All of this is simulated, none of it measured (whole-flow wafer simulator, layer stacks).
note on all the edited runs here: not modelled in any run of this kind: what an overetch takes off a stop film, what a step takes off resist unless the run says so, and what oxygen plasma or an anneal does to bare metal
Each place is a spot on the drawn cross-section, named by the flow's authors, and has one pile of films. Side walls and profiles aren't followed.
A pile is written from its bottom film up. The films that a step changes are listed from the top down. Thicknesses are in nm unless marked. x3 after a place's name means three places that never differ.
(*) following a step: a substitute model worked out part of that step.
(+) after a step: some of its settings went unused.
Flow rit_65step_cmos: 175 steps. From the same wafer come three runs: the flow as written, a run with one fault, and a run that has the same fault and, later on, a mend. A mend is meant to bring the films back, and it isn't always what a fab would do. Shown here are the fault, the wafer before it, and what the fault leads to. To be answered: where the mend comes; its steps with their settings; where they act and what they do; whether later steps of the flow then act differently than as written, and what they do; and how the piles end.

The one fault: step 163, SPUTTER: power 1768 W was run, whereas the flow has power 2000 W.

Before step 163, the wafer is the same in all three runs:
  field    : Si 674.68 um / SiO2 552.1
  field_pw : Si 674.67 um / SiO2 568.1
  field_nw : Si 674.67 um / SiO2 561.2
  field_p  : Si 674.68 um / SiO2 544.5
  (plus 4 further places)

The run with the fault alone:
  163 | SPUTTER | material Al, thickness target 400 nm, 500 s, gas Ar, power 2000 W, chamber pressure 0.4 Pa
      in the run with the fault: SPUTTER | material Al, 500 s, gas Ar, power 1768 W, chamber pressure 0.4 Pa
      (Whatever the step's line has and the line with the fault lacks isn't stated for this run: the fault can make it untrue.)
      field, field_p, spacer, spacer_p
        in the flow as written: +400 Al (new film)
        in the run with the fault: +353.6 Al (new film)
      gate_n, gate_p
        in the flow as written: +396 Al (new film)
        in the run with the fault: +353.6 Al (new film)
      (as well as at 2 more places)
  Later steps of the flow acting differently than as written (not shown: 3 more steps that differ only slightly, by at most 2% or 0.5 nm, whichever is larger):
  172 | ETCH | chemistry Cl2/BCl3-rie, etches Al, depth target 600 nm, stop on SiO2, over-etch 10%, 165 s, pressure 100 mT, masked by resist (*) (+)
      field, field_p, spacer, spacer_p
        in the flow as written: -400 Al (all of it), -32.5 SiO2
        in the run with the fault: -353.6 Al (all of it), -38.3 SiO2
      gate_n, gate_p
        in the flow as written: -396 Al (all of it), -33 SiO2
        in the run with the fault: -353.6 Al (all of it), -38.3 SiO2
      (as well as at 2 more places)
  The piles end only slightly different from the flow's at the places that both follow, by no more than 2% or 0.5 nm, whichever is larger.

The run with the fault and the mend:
  After step 164 comes the mend.
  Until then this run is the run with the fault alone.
  164a | ETCH | chemistry al pan, depth target 407.3 nm
      field, field_p, gate_n, gate_p, spacer, spacer_p
        -353.6 Al (all of it)
      field_pw
        -351.9 Al (all of it)
      field_nw
        -352.5 Al (all of it)
  164b | SPUTTER | material Al, thickness target 400 nm, 500 s, gas Ar, power 2000 W, chamber pressure 0.4 Pa (the flow's step 163, run once more)
      field, field_pw, field_p, spacer, spacer_p
        +400 Al (new film)
      gate_n, gate_p
        +396 Al (new film)
      field_nw
        +397.2 Al (new film)
  Every later step of the flow that is run acts as written at every place that is followed.
  The piles end the same as the flow's at every place that both follow.
